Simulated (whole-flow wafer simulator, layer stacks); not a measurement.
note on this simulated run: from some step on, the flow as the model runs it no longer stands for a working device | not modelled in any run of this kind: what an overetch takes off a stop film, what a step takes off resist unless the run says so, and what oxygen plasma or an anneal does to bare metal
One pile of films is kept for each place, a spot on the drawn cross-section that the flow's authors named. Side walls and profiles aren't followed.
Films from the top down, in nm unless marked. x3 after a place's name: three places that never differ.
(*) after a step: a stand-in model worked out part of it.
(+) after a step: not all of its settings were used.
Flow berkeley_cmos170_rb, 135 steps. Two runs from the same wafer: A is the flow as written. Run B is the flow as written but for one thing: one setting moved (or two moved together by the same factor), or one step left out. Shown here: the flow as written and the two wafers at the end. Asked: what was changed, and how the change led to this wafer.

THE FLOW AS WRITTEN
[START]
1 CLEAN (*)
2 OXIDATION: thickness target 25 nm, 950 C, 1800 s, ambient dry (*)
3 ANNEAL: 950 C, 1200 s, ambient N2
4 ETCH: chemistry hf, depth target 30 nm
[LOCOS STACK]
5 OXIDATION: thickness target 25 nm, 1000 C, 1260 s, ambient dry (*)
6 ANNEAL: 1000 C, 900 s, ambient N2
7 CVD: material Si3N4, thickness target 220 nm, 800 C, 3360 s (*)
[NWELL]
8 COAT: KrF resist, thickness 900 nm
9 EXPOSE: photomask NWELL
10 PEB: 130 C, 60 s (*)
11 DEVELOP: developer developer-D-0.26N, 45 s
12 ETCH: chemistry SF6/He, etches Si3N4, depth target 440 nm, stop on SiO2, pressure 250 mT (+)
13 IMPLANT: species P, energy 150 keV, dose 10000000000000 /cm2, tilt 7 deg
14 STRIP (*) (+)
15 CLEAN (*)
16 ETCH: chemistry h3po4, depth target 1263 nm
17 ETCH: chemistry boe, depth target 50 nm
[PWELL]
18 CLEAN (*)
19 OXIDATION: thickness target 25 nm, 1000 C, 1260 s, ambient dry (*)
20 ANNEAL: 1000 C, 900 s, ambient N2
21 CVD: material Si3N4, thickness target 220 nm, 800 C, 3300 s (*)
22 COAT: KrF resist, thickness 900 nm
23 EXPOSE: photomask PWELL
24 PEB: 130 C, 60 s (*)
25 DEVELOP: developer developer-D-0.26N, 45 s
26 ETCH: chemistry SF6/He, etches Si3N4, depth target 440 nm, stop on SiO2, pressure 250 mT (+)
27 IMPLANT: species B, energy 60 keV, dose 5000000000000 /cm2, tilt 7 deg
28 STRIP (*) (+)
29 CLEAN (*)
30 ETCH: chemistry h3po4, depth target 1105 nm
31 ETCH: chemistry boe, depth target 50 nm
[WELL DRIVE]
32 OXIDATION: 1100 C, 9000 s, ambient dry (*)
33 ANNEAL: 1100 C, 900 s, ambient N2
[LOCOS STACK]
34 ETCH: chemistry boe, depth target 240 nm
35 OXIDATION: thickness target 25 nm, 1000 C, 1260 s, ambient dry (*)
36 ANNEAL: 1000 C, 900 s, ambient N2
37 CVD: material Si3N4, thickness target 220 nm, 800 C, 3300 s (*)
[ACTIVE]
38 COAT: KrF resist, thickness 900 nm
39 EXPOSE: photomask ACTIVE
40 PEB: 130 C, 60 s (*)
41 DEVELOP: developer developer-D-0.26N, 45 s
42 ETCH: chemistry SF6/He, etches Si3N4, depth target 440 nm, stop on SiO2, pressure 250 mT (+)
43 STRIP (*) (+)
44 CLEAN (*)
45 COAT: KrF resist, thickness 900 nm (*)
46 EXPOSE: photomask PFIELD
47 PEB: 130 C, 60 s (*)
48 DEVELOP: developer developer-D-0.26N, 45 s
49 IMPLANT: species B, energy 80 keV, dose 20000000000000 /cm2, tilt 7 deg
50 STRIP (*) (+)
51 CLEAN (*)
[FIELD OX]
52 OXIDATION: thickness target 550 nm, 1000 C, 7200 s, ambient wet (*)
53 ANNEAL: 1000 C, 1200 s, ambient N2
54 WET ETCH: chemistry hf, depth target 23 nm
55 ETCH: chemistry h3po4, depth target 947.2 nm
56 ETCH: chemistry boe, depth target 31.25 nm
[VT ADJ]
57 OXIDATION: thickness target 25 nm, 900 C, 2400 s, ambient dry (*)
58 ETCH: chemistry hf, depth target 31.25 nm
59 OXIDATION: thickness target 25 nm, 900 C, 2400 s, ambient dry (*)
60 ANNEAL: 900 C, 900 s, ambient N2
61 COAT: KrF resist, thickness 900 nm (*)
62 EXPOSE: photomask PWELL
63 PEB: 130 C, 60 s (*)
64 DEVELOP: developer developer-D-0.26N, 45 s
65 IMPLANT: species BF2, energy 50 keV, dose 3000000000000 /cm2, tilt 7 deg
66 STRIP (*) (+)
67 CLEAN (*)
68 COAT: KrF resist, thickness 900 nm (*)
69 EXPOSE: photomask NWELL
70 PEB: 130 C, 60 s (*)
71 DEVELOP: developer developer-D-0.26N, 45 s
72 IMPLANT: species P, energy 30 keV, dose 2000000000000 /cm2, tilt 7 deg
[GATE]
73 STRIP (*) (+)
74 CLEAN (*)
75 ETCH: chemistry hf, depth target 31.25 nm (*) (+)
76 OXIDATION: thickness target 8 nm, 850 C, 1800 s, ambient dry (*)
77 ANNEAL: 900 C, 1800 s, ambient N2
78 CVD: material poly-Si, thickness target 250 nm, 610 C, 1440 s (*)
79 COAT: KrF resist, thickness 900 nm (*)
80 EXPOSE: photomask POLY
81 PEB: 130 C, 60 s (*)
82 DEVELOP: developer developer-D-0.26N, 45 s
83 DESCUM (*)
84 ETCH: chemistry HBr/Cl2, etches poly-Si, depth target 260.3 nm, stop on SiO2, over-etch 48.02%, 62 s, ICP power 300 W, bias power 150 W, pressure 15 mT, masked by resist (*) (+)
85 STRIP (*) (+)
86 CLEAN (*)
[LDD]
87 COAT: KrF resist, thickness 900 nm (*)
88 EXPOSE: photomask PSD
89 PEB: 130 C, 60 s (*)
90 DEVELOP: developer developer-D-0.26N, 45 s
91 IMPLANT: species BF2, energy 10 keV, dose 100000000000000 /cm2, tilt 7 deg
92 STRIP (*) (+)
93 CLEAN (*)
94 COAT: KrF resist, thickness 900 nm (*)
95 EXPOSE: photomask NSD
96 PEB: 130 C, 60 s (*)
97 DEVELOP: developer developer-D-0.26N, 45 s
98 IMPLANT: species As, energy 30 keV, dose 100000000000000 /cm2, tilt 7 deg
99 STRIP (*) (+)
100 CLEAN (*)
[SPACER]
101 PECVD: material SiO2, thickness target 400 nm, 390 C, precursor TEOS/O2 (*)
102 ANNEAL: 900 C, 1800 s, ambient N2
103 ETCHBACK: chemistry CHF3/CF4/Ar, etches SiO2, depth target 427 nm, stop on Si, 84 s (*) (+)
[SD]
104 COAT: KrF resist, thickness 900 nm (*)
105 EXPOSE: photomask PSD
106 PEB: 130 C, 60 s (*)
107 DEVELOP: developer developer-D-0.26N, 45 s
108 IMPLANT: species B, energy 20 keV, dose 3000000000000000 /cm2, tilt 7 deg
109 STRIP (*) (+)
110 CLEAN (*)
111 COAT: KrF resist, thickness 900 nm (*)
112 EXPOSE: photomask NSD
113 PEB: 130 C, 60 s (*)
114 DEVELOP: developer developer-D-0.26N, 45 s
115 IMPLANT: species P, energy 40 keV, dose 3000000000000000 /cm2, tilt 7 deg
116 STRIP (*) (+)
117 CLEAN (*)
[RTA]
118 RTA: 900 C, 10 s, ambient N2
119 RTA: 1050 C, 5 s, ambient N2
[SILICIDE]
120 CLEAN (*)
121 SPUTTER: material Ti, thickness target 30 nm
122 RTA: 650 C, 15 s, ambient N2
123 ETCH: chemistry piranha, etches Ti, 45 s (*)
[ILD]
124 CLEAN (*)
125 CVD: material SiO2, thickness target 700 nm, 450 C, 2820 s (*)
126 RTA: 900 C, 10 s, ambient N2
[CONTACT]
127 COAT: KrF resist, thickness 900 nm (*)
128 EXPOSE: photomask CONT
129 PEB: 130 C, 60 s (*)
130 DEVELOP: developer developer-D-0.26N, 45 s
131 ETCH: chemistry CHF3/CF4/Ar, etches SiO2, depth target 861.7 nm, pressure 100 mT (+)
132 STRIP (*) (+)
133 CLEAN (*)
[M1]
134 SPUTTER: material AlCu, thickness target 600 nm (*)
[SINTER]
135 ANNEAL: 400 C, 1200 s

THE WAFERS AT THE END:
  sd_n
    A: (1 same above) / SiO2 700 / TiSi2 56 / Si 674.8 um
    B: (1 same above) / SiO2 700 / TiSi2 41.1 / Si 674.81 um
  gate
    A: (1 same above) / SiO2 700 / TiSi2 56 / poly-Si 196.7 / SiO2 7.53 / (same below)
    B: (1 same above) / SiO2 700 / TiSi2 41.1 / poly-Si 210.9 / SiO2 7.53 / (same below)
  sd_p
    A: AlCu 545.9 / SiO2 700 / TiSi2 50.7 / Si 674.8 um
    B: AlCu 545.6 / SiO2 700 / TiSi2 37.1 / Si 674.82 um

The cause: step 121, SPUTTER: thickness target 22 nm was run, where the flow has thickness target 30 nm.

How the change led to this, step by step:
  121 SPUTTER: material Ti, thickness target 30 nm
      field, sd_n, spacer_n, gate, spacer_p, gate_p, contact, m1: A Ti +30 (new film) | B Ti +22 (new film)
      sd_p: A Ti +27.1 (new film) | B Ti +19.9 (new film)
  122 RTA: 650 C, 15 s, ambient N2
      sd_n, contact, m1: A Ti -23.4, TiSi first +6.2 (new film), TiSi2 C49 +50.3 (new film), Si -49 | B Ti -17.2, TiSi2 C49 +43.6 (new film), Si -39
      gate, gate_p: A Ti -23.4, TiSi first +6.2 (new film), TiSi2 C49 +50.3 (new film), poly-Si -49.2 | B Ti -17.2, TiSi2 C49 +43.6 (new film), poly-Si -39.1
      (and at 1 more place)
  123 ETCH: chemistry piranha, etches Ti, 45 s (*)
      sd_n, gate, gate_p, contact, m1: A Ti -6.6 (all of it) | B Ti -4.84 (all of it)
      field, spacer_n, spacer_p: A Ti -30 (all of it) | B Ti -22 (all of it)
      (and at 1 more place)
  126 RTA: 900 C, 10 s, ambient N2
      sd_n, contact, m1: A under 1 film: TiSi2 +56 (new film), TiSi first -6.2 (all of it), TiSi2 C49 -50.3 (all of it), Si -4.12 | B under 1 film: TiSi2 +41.1 (new film), TiSi2 C49 -43.6 (all of it)
      gate, gate_p: A under 1 film: TiSi2 +56 (new film), TiSi first -6.2 (all of it), TiSi2 C49 -50.3 (all of it), poly-Si -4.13 | B under 1 film: TiSi2 +41.1 (new film), TiSi2 C49 -43.6 (all of it)
      (and at 1 more place)
